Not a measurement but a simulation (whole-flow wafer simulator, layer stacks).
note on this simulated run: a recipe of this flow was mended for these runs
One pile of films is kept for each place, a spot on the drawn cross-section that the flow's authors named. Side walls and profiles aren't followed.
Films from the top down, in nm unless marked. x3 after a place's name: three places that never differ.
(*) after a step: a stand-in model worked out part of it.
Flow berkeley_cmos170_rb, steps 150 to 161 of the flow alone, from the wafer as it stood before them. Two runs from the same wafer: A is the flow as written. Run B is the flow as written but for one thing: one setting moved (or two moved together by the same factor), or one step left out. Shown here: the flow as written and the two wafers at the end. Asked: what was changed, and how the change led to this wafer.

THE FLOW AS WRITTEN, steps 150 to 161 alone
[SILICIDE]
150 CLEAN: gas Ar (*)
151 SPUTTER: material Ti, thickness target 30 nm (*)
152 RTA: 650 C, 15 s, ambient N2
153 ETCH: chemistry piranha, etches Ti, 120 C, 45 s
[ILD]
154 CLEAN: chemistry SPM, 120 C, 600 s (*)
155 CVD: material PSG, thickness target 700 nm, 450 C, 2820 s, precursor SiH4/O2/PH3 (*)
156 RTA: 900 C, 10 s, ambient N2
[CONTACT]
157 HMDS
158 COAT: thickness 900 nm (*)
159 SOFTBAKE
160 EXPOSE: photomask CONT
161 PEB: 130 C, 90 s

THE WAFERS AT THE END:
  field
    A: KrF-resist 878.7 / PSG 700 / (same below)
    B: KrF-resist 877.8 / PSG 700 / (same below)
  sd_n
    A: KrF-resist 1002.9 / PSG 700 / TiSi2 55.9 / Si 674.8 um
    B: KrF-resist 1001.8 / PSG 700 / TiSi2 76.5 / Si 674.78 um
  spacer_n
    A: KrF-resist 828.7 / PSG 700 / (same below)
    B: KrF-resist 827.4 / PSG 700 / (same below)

The cause: step 151, SPUTTER: thickness target 41 nm was run, where the flow has thickness target 30 nm.

How the change led to this, step by step:
  151 SPUTTER: material Ti, thickness target 30 nm (*)
      field, sd_n, spacer_n, gate, spacer_p, gate_p, contact, m1: A Ti +30 (new film) | B Ti +41 (new film)
      sd_p: A Ti +27.9 (new film) | B Ti +38.2 (new film)
  152 RTA: 650 C, 15 s, ambient N2
      sd_n, contact, m1: A Ti -23.4, TiSi first +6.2 (new film), TiSi2 C49 +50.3 (new film), Si -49 | B Ti -32, TiSi first +30.8 (new film), TiSi2 C49 +35.6 (new film), Si -52.2
      gate, gate_p: A Ti -23.4, TiSi first +6.2 (new film), TiSi2 C49 +50.3 (new film), poly-Si -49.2 | B Ti -32, TiSi first +30.8 (new film), TiSi2 C49 +35.6 (new film), poly-Si -52.4
      (and at 1 more place)
  153 ETCH: chemistry piranha, etches Ti, 120 C, 45 s
      sd_n, gate, gate_p, contact, m1: A Ti -6.6 (all of it), TiSi first -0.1 | B Ti -9.02 (all of it), TiSi first -0.1
      field, spacer_n, spacer_p: A Ti -30 (all of it) | B Ti -41 (all of it)
      (and at 1 more place)
  156 RTA: 900 C, 10 s, ambient N2
      sd_n, contact, m1: A under 1 film: TiSi2 +55.9 (new film), TiSi first -6.09 (all of it), TiSi2 C49 -50.3 (all of it), Si -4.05 | B under 1 film: TiSi2 +76.5 (new film), TiSi first -30.7 (all of it), TiSi2 C49 -35.6 (all of it), Si -20.4
      gate, gate_p: A under 1 film: TiSi2 +55.9 (new film), TiSi first -6.09 (all of it), TiSi2 C49 -50.3 (all of it), poly-Si -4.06 | B under 1 film: TiSi2 +76.5 (new film), TiSi first -30.7 (all of it), TiSi2 C49 -35.6 (all of it), poly-Si -20.4
      (and at 1 more place)
